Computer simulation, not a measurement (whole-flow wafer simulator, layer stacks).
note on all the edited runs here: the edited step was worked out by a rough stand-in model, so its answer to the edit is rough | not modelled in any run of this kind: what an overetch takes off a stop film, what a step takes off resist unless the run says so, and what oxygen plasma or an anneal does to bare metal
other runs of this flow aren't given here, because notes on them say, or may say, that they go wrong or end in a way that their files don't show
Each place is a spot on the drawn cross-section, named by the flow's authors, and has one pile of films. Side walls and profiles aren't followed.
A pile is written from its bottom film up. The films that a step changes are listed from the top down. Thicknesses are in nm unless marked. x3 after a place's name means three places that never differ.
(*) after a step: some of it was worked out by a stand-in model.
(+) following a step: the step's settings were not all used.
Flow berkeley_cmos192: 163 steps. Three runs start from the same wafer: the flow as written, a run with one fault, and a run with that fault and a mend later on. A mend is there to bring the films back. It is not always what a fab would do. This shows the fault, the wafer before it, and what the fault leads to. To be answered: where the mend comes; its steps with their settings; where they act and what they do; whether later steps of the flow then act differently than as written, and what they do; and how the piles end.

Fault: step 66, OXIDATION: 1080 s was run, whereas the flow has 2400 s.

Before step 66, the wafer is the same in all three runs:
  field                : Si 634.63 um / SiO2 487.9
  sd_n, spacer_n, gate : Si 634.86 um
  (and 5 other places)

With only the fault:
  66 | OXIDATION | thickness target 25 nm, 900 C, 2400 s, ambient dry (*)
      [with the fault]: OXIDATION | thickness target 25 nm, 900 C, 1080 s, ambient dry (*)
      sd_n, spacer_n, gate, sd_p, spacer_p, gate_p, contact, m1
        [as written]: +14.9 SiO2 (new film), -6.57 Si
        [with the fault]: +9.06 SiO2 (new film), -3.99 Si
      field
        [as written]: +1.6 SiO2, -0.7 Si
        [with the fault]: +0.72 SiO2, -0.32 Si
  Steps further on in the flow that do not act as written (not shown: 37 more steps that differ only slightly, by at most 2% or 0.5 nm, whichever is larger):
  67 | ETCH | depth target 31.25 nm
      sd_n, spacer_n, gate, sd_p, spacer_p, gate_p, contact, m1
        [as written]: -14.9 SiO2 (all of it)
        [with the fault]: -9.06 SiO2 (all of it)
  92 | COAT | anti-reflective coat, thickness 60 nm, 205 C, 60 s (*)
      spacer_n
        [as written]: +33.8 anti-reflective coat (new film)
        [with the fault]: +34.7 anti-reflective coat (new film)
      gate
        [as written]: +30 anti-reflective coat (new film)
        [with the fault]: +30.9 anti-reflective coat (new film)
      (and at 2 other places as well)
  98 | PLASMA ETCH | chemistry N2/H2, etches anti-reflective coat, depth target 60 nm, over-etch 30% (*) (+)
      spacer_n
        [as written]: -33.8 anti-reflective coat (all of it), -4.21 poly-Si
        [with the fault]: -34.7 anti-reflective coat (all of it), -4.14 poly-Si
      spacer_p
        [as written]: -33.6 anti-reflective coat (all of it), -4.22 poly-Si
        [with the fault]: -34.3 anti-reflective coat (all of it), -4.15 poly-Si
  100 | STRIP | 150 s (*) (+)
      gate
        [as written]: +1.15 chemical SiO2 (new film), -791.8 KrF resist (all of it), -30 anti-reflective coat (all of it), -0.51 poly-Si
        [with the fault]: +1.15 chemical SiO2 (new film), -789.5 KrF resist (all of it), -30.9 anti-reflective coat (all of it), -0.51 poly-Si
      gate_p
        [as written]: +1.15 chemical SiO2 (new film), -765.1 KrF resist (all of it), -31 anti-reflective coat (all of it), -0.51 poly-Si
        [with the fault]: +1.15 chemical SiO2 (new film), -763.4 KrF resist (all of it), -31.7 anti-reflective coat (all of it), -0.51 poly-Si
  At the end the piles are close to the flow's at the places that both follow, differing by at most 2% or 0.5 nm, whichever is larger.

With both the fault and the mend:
  The mend follows step 66.
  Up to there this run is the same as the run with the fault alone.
  66a | OXIDATION | thickness target 25 nm, 900 C, 1320 s, ambient dry (*) (a further turn of the flow's step 66, with different settings)
      sd_n, spacer_n, gate, sd_p, spacer_p, gate_p, contact, m1
        +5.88 SiO2, -2.59 Si
      field
        +0.88 SiO2, -0.39 Si
  Later steps of the flow that are run all act as written at every place that is followed.
  By the end, the piles equal the flow's at every place that both follow.
